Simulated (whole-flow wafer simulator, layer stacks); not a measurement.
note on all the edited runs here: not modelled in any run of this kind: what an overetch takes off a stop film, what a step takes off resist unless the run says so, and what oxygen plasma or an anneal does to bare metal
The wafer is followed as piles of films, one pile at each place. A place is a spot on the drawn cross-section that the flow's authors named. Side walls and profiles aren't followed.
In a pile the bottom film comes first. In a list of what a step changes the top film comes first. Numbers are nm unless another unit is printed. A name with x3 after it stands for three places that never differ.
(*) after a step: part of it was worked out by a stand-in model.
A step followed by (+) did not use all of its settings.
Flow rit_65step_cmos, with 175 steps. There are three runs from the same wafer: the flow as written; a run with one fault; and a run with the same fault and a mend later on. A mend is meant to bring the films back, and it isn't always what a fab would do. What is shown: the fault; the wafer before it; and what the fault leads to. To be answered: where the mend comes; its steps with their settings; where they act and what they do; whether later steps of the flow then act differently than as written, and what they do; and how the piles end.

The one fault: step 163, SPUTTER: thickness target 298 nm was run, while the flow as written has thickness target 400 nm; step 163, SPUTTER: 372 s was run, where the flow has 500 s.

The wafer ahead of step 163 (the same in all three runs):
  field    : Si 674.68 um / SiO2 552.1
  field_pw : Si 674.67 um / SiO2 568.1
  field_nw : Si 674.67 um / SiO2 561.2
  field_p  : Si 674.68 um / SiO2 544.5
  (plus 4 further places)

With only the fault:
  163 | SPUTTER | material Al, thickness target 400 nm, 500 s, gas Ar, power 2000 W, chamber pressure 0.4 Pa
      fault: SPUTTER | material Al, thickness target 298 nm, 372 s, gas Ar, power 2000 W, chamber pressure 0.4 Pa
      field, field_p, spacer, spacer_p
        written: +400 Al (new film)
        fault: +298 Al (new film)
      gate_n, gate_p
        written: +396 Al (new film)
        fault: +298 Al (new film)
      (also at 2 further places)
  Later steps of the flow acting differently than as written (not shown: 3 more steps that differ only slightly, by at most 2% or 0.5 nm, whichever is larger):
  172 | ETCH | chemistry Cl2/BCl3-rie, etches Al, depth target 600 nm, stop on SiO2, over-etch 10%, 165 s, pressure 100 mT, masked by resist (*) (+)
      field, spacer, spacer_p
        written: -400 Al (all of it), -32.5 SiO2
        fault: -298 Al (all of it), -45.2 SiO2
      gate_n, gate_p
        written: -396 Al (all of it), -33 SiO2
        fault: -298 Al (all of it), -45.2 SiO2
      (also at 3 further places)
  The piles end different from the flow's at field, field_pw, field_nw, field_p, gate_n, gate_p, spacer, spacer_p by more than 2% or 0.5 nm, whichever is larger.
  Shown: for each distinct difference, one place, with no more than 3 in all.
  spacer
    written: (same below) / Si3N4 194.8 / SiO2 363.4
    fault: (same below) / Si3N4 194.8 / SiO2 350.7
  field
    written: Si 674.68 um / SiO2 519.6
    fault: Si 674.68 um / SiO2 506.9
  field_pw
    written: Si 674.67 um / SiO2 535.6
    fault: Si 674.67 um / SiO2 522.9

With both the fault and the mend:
  After step 164 comes the mend.
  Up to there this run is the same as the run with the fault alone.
  164a | ETCH | chemistry al pan, depth target 343.6 nm
      field, field_p, gate_n, gate_p, spacer, spacer_p
        -298 Al (all of it)
      field_pw
        -297.8 Al (all of it)
      field_nw
        -297.7 Al (all of it)
  164b | SPUTTER | material Al, thickness target 400 nm, 500 s, gas Ar, power 2000 W, chamber pressure 0.4 Pa (the flow's step 163 again)
      field, field_pw, field_p, spacer, spacer_p
        +400 Al (new film)
      gate_n, gate_p
        +396 Al (new film)
      field_nw
        +397.2 Al (new film)
  None of the later steps of the flow acts differently than as written at any place that is followed.
  At every place that both follow, the piles at the end match the flow's.
